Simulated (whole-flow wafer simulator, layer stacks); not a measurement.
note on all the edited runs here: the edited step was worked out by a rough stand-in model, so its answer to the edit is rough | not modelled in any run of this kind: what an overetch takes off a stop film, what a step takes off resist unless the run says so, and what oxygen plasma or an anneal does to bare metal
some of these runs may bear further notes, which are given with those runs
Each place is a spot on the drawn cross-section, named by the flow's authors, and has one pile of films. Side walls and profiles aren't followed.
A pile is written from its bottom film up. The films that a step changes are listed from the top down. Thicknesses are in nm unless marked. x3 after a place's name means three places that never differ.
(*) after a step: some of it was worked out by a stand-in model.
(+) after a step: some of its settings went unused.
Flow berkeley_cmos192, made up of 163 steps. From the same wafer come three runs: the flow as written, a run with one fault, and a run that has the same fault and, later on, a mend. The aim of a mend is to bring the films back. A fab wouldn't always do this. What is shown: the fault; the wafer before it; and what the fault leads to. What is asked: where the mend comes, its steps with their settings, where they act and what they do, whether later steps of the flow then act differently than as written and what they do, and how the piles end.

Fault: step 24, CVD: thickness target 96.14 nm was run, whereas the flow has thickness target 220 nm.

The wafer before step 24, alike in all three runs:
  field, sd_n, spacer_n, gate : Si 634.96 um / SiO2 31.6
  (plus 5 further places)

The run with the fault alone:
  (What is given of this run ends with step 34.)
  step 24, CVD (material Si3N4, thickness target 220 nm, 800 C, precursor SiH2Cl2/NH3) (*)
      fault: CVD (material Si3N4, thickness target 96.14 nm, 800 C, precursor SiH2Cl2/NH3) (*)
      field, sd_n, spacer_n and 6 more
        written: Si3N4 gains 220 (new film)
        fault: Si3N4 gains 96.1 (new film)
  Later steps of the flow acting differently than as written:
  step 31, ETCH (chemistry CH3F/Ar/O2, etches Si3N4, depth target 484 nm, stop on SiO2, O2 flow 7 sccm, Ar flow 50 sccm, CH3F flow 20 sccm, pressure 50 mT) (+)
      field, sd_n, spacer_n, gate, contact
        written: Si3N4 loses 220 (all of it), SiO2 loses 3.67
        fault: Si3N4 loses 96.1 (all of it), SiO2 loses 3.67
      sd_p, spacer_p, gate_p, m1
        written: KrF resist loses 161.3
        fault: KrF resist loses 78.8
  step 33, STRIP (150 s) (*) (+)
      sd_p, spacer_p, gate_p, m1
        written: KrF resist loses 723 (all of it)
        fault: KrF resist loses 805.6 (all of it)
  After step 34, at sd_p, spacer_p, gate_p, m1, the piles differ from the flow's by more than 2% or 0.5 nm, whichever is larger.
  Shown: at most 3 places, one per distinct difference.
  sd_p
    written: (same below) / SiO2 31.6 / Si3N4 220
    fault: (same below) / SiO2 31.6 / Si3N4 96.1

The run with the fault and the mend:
  The mend follows step 30.
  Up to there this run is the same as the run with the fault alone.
  step 30a, STRIP (150 s) (*) (+)
      sd_p, spacer_p, gate_p, m1
        KrF resist loses 884.4 (all of it)
  step 30b, CLEAN (chemistry SPM) (a further turn of the flow's step 17)
      alters no film at any place that is followed
  step 30c, CVD (material Si3N4, thickness target 123.9 nm, 800 C, precursor SiH2Cl2/NH3) (*) (a further turn of the flow's step 24, with different settings)
      field, sd_n, spacer_n and 6 more
        Si3N4 gains 123.9
  step 30d, HMDS (a further turn of the flow's step 25)
      alters no film at any place that is followed
  step 30e, COAT (KrF resist, thickness 900 nm) (a further turn of the flow's step 26)
      field, sd_n, spacer_n and 6 more
        KrF resist gains 900 (new film)
  step 30f, SOFTBAKE (KrF resist) (a further turn of the flow's step 27)
      alters no film at any place that is followed
  step 30g, EXPOSE (photomask PWELL, dose 20 mJ/cm2, NA 0.5, wavelength 248 nm) (*) (a further turn of the flow's step 28)
      alters no film at any place that is followed
  step 30h, PEB (KrF resist, 130 C, 60 s) (a further turn of the flow's step 29)
      field, sd_n, spacer_n and 6 more
        KrF resist loses 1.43
  step 30i, DEVELOP (KrF resist, thickness 900 nm, developer developer-D-0.26N, 45 s) (a further turn of the flow's step 30)
      field, sd_n, spacer_n, gate, contact
        KrF resist loses 898.6 (all of it)
      sd_p, spacer_p, gate_p, m1
        KrF resist loses 14.2
  Every later step of the flow that is run acts as written, at every place that is followed, to within 2% or 0.5 nm, whichever is larger.
  The piles end the same as the flow's at every place that both follow.
